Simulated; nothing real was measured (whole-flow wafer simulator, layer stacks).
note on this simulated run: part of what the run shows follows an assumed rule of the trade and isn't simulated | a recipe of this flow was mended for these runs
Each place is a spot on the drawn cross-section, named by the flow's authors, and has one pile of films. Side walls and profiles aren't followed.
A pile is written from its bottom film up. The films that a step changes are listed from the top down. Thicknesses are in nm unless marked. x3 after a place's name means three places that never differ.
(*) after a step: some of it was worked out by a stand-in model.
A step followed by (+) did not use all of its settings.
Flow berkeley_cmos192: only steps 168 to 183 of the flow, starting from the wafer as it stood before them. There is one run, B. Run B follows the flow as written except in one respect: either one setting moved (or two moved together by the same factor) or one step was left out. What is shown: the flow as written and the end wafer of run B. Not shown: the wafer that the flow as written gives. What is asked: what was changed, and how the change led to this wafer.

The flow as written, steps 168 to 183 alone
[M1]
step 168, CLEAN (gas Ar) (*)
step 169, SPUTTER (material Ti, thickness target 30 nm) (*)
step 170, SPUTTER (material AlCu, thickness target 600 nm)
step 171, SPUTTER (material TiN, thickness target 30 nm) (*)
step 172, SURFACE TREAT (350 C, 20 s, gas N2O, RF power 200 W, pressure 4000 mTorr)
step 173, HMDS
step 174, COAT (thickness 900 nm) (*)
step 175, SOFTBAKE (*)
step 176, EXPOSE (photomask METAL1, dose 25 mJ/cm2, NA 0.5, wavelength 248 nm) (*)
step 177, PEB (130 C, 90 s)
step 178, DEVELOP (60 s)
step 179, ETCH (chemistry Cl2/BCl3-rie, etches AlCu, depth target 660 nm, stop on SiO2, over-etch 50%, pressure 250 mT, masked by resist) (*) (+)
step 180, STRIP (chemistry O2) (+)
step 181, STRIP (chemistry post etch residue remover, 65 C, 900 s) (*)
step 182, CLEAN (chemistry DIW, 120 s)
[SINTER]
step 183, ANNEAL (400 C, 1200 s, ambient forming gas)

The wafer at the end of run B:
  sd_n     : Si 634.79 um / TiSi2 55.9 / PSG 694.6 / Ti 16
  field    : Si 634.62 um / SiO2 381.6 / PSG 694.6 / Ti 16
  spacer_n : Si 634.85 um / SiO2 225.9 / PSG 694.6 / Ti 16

Cause: step 171, SPUTTER: thickness target 19 nm was run, whereas the flow has thickness target 30 nm; step 179, ETCH: depth target 422 nm was run, where the flow has depth target 660 nm.

How this came from the change, step by step:
  step 171, SPUTTER (material TiN, thickness target 30 nm) (*)
      field, sd_n, spacer_n, gate, spacer_p, gate_p, m1: +19 TiN (new film) (it would be, as written: +30 TiN (new film))
      sd_p: +16.6 TiN (new film) (it would be, as written: +26.2 TiN (new film))
      (as well as at 1 more place)
  step 179, ETCH (chemistry Cl2/BCl3-rie, etches AlCu, depth target 660 nm, stop on SiO2, over-etch 50%, pressure 250 mT, masked by resist) (*) (+)
      field, sd_n, spacer_n, gate, spacer_p, gate_p: -19 TiN (all of it), -600 AlCu (all of it), -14 Ti (it would be, as written: -30 TiN (all of it), -600 AlCu (all of it), -30 Ti (all of it), -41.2 PSG)
      contact, m1: -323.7 KrF-resist (it would be, as written: -495 KrF-resist)
      (as well as at 1 more place)
  step 180, STRIP (chemistry O2) (+)
      contact: -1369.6 KrF-resist (all of it) (it would be, as written: -1203.2 KrF-resist (all of it))
      m1: -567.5 KrF-resist (all of it) (it would be, as written: -396.5 KrF-resist (all of it))
If metal films that touch count as one body, sd_n has 1 body; the flow as written gives 0 bodies.
If metal films that touch count as one body, field has 1 body; the flow as written gives 0 bodies.
If metal films that touch count as one body, spacer_n has 1 body; the flow as written gives 0 bodies.
